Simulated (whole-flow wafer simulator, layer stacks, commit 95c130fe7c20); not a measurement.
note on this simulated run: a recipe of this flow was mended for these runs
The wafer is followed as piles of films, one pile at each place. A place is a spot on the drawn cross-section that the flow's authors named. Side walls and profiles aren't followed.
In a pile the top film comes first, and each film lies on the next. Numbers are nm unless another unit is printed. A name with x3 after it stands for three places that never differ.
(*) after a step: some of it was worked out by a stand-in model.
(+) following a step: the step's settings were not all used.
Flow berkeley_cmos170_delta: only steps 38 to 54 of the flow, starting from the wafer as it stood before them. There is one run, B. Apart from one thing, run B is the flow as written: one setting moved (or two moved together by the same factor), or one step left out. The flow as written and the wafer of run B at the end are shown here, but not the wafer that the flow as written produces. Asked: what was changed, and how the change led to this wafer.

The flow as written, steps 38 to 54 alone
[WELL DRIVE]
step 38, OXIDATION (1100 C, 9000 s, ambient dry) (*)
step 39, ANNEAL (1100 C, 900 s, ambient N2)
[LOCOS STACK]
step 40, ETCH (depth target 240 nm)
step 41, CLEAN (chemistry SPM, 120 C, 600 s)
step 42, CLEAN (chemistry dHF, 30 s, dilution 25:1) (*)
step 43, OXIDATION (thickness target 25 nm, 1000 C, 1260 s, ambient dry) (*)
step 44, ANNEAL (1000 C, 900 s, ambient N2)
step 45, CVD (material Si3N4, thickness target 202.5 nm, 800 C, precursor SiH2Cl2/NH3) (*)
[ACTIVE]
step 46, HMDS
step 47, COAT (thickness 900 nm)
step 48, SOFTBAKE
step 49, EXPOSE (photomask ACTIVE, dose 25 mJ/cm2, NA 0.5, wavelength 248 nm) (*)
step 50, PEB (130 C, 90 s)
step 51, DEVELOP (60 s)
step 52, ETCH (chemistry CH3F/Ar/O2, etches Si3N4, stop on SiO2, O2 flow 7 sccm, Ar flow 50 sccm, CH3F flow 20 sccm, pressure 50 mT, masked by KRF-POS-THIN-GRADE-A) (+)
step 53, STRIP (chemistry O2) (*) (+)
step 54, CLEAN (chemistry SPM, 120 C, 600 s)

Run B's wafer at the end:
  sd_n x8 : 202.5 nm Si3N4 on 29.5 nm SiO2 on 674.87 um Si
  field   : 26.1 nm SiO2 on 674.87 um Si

Cause: step 40, ETCH: depth target 187 nm was run, though the flow has depth target 240 nm.

The path from the change to this, step by step:
  step 40, ETCH (depth target 240 nm)
      field, sd_n x8: -187 SiO2 (it would be, as written: -197.6 SiO2 (all of it))
  step 41, CLEAN (chemistry SPM, 120 C, 600 s)
      field, sd_n x8: nothing (it would be, as written: +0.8 chemical SiO2 (new film), -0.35 Si)
  step 42, CLEAN (chemistry dHF, 30 s, dilution 25:1) (*)
      field, sd_n x8: -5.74 SiO2 (it would be, as written: -0.8 chemical SiO2 (all of it))
  step 43, OXIDATION (thickness target 25 nm, 1000 C, 1260 s, ambient dry) (*)
      field, sd_n x8: +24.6 SiO2, -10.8 Si (it would be, as written: +26.6 SiO2 (new film), -11.7 Si)
